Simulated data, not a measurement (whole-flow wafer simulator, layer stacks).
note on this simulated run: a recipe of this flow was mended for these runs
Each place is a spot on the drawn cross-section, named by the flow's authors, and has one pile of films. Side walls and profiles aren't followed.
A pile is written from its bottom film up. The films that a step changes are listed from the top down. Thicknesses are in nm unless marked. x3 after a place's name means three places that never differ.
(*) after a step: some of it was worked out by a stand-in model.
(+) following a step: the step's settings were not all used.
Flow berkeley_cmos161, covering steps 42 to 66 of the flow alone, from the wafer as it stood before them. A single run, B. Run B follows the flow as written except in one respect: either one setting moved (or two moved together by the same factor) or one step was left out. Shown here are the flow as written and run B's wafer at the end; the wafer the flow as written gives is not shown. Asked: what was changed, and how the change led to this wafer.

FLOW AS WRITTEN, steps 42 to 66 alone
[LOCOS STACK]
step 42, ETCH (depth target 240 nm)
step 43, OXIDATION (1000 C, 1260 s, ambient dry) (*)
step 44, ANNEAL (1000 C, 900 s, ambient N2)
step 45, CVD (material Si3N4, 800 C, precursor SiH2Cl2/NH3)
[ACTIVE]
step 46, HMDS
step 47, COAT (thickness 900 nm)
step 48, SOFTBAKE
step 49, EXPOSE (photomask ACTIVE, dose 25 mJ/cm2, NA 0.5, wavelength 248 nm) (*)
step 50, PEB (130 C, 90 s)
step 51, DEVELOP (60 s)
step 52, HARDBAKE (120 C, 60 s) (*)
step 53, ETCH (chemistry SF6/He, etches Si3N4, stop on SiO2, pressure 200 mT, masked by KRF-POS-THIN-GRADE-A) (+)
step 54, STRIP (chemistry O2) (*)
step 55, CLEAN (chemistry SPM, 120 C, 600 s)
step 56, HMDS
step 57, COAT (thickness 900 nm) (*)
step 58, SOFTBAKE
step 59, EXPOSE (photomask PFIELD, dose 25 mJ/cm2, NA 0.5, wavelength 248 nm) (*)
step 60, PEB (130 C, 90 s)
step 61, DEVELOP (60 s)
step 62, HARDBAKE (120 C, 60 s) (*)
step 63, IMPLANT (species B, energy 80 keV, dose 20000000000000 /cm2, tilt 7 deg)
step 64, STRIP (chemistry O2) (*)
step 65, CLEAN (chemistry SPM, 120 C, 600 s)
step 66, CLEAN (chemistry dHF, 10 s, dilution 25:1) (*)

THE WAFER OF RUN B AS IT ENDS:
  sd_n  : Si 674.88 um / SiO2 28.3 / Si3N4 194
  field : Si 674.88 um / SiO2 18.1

Cause: step 43, OXIDATION: 1418 s was run, while the flow as written has 1260 s.

How this came from the change, step by step:
  step 43, OXIDATION (1000 C, 1260 s, ambient dry) (*)
      field, sd_n, spacer_n and 6 more: SiO2 gains 28.3 (new film), Si loses 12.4 (in the flow as written it would be: SiO2 gains 26.6 (new film), Si loses 11.7)
